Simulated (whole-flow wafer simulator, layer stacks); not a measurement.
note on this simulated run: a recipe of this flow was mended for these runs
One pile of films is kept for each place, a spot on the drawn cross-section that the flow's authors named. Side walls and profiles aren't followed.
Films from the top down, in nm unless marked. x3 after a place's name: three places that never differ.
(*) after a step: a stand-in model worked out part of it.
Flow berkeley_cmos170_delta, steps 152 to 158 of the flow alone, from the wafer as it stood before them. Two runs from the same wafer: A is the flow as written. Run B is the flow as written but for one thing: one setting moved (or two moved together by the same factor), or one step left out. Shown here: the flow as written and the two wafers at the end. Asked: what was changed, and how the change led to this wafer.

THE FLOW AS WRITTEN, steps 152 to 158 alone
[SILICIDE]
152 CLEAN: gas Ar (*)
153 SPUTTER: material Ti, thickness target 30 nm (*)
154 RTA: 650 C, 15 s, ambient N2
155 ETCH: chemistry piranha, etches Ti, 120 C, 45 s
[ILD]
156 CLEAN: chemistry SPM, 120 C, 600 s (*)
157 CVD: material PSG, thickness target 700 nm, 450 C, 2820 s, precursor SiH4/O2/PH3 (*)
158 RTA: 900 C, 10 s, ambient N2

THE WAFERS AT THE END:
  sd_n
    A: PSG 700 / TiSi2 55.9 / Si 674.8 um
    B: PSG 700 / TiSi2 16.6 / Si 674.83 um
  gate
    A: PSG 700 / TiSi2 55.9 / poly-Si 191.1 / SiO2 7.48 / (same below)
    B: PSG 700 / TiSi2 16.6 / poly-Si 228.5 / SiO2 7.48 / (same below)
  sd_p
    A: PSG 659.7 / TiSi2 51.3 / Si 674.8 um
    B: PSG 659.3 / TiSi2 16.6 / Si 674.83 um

The cause: step 154, RTA: 560 C was run, where the flow has 650 C.

How the change led to this, step by step:
  154 RTA: 650 C, 15 s, ambient N2
      sd_n, contact x2: A Ti -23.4, TiSi first +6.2 (new film), TiSi2 C49 +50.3 (new film), Si -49 | B Ti -6.97, TiSi first +11.9 (new film), Si -7.91
      gate, gate_p: A Ti -23.4, TiSi first +6.2 (new film), TiSi2 C49 +50.3 (new film), poly-Si -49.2 | B Ti -6.97, TiSi first +11.9 (new film), poly-Si -7.94
      (and at 1 more place)
  155 ETCH: chemistry piranha, etches Ti, 120 C, 45 s
      sd_n, gate, gate_p, contact x2: A Ti -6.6 (all of it), TiSi first -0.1 | B Ti -23 (all of it), TiSi first -0.09
      sd_p: A Ti -6.05 (all of it), TiSi first -0.1 | B Ti -20.5 (all of it), TiSi first -0.09
  158 RTA: 900 C, 10 s, ambient N2
      sd_n, contact x2: A under 1 film: TiSi2 +55.9 (new film), TiSi first -6.09 (all of it), TiSi2 C49 -50.3 (all of it), Si -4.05 | B under 1 film: TiSi2 +16.6 (new film), TiSi first -11.8 (all of it), Si -7.85
      gate, gate_p: A under 1 film: TiSi2 +55.9 (new film), TiSi first -6.09 (all of it), TiSi2 C49 -50.3 (all of it), poly-Si -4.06 | B under 1 film: TiSi2 +16.6 (new film), TiSi first -11.8 (all of it), poly-Si -7.88
      (and at 1 more place)
